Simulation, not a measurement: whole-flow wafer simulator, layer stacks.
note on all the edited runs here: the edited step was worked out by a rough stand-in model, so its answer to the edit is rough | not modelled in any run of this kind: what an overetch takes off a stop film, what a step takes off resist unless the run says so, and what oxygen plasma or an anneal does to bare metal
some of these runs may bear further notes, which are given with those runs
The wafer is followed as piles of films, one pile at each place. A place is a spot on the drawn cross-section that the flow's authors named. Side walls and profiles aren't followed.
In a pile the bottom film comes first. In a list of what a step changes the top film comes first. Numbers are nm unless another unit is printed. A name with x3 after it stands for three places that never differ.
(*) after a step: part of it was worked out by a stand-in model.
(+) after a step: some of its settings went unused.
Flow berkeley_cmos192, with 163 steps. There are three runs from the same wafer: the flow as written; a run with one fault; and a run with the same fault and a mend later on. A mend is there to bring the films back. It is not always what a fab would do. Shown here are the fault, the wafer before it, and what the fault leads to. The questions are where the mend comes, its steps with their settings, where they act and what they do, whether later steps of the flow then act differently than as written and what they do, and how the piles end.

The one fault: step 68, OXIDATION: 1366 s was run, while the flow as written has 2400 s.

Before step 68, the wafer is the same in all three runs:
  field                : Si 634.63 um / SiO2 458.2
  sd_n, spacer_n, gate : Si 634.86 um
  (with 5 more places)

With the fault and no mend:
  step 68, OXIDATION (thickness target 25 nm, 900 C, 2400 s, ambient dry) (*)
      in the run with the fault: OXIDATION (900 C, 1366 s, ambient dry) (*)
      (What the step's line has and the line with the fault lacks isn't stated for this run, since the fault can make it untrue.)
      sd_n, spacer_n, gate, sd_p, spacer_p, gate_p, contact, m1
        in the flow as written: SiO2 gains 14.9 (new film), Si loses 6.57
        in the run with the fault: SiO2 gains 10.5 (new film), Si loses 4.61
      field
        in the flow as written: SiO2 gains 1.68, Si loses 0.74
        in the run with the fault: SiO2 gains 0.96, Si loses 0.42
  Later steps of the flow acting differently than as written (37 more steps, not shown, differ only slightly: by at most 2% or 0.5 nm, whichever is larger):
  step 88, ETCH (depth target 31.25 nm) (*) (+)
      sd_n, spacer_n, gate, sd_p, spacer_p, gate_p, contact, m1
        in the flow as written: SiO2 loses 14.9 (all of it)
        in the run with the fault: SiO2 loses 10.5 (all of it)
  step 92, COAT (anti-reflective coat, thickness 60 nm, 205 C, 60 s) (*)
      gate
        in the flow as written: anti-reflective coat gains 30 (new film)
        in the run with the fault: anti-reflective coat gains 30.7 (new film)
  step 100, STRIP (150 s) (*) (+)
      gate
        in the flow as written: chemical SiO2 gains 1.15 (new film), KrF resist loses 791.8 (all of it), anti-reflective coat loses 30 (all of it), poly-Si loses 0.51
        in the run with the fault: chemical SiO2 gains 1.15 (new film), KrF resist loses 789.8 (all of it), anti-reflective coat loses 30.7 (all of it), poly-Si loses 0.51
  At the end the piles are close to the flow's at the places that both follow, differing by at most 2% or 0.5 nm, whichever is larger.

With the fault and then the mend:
  The mend follows step 69.
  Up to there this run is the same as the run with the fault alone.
  step 69a, OXIDATION (900 C, 1006 s, ambient dry) (*) (the flow's step 68 again, with other settings)
      sd_n, spacer_n, gate, sd_p, spacer_p, gate_p, contact, m1
        SiO2 gains 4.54, Si loses 2
      field
        SiO2 gains 0.7, Si loses 0.31
  Every later step of the flow that is run acts as written, at every place that is followed, to within 2% or 0.5 nm, whichever is larger.
  By the end, the piles equal the flow's at every place that both follow.
